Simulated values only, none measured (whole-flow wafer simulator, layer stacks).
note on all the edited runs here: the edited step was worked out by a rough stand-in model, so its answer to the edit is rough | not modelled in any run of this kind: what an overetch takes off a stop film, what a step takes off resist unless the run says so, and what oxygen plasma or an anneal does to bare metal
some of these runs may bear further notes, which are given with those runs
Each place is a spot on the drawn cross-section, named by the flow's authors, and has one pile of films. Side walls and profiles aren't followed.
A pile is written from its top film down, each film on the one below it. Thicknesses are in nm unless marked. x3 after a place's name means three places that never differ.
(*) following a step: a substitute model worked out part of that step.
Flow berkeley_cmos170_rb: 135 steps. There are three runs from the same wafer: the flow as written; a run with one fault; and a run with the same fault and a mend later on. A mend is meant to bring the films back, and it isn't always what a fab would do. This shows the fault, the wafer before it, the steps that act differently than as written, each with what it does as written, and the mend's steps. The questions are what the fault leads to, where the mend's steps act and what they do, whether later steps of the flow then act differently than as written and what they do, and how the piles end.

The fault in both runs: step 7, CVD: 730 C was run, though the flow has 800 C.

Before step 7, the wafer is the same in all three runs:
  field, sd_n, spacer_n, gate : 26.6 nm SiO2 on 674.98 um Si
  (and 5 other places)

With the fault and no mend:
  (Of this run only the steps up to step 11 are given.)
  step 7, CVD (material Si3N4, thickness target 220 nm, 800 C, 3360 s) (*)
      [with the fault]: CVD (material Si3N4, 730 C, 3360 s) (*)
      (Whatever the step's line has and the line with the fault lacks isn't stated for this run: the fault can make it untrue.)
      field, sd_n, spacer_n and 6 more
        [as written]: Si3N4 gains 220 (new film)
        [with the fault]: Si3N4 gains 67.6 (new film)
  None of the later steps of the flow up to step 11 acts differently than as written at any place that is followed.
  Once step 11 is done, the piles at field, sd_n, spacer_n and 6 more depart from the flow's by more than 2% or 0.5 nm, whichever is larger.
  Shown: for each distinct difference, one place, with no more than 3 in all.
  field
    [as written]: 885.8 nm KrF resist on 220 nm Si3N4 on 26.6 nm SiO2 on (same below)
    [with the fault]: 885.8 nm KrF resist on 67.6 nm Si3N4 on 26.6 nm SiO2 on (same below)
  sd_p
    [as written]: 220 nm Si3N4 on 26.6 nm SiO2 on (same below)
    [with the fault]: 67.6 nm Si3N4 on 26.6 nm SiO2 on (same below)

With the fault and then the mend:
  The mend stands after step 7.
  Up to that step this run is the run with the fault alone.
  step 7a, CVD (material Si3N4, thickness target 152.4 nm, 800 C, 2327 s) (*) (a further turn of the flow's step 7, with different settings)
      field, sd_n, spacer_n and 6 more
        Si3N4 gains 152.4
  None of the later steps of the flow acts differently than as written at any place that is followed.
  By the end, the piles equal the flow's at every place that both follow.
